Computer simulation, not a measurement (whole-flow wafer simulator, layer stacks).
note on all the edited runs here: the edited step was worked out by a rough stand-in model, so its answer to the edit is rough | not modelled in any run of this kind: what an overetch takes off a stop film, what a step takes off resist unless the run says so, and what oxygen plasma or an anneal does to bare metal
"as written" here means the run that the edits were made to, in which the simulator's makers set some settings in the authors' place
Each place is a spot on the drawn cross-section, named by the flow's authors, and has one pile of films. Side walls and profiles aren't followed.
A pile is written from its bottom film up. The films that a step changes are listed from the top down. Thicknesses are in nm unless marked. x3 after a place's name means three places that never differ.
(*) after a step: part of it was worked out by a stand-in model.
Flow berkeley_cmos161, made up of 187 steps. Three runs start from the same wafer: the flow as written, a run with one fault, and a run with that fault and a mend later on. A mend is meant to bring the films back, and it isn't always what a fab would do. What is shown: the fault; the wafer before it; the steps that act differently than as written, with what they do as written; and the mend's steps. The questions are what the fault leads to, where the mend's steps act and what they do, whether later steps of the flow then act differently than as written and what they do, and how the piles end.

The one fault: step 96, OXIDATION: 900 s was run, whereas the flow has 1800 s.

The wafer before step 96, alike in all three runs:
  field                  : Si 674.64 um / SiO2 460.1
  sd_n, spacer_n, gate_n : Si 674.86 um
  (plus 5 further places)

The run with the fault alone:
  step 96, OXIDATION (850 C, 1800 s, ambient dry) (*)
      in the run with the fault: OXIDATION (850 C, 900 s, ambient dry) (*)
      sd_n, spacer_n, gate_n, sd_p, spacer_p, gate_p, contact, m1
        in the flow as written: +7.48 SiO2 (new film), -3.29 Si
        in the run with the fault: +5.1 SiO2 (new film), -2.24 Si
  Every later step of the flow that is run acts as written, at every place that is followed, to within 2% or 0.5 nm, whichever is larger.
  By the end, the piles at gate_n, gate_p depart from the flow's by more than 2% or 0.5 nm, whichever is larger.
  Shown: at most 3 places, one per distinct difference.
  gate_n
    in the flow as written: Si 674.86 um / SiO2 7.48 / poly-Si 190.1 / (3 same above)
    in the run with the fault: Si 674.86 um / SiO2 5.1 / poly-Si 190.1 / (3 same above)

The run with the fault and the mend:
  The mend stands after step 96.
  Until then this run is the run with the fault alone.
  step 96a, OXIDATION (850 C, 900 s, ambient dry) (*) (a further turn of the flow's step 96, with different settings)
      sd_n, spacer_n, gate_n, sd_p, spacer_p, gate_p, contact, m1
        +2.39 SiO2, -1.05 Si
      field
        +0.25 SiO2, -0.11 Si
  Every later step of the flow that is run acts as written at every place that is followed.
  At every place that both follow, the piles at the end match the flow's.
